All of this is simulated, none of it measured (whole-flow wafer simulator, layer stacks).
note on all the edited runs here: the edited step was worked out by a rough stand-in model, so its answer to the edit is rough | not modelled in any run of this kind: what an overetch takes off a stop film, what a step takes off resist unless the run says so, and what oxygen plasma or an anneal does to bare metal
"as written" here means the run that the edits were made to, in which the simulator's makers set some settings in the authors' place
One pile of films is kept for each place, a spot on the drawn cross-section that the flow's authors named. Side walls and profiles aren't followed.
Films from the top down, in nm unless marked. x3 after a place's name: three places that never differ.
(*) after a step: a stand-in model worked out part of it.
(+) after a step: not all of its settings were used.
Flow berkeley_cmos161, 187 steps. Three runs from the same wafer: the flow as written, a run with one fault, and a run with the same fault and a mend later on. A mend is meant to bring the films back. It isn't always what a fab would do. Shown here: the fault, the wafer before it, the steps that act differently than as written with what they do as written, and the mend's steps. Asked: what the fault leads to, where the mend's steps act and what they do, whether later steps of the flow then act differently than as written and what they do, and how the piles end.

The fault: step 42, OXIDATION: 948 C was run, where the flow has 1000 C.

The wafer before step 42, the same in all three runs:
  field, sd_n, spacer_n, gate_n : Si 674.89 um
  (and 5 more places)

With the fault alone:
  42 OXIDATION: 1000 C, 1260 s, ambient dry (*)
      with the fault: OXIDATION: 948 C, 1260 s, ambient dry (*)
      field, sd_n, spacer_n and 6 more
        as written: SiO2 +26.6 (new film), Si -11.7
        with the fault: SiO2 +16 (new film), Si -7.06
  Later steps of the flow that act differently than as written (46 more steps differ only slightly, by at most 2% or 0.5 nm, whichever is larger, and aren't shown):
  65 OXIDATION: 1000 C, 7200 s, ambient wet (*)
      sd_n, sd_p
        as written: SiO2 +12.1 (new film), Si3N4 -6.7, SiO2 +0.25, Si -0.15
        with the fault: SiO2 +12.1 (new film), Si3N4 -6.7
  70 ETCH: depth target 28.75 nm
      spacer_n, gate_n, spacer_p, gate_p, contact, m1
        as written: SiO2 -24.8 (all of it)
        with the fault: SiO2 -14.3 (all of it)
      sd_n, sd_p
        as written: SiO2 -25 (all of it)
        with the fault: SiO2 -14.3 (all of it)
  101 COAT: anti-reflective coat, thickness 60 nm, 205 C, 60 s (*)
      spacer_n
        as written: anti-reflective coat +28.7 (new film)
        with the fault: anti-reflective coat +29.6 (new film)
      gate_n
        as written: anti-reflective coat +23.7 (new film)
        with the fault: anti-reflective coat +25.1 (new film)
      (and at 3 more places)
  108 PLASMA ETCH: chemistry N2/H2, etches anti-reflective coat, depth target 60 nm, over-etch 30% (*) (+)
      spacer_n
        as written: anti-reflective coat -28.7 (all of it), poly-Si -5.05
        with the fault: anti-reflective coat -29.6 (all of it), poly-Si -4.92
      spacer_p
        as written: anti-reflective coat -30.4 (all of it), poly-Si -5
        with the fault: anti-reflective coat -31.4 (all of it), poly-Si -4.88
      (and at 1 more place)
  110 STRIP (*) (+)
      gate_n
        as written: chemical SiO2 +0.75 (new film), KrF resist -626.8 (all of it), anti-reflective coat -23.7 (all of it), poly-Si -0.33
        with the fault: chemical SiO2 +0.75 (new film), KrF resist -623.1 (all of it), anti-reflective coat -25.1 (all of it), poly-Si -0.33
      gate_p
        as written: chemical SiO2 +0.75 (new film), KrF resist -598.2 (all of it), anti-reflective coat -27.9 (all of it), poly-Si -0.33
        with the fault: chemical SiO2 +0.75 (new film), KrF resist -595.7 (all of it), anti-reflective coat -28.7 (all of it), poly-Si -0.33
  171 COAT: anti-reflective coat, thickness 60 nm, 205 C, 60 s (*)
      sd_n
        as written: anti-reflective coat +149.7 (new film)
        with the fault: anti-reflective coat +144.3 (new film)
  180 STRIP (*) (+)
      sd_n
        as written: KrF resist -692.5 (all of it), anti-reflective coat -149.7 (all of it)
        with the fault: KrF resist -693.3 (all of it), anti-reflective coat -144.3 (all of it)
  At the end the piles differ from the flow's only slightly at the places that both follow, by at most 2% or 0.5 nm, whichever is larger.

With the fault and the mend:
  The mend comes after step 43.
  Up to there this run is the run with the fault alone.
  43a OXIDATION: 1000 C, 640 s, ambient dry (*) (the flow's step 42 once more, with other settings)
      field, sd_n, spacer_n and 6 more
        SiO2 +10.5, Si -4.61
  No later step of the flow acts differently than as written, at any place that is followed, by more than 2% or 0.5 nm, whichever is larger.
  At the end the piles are the same as the flow's at every place that both follow.
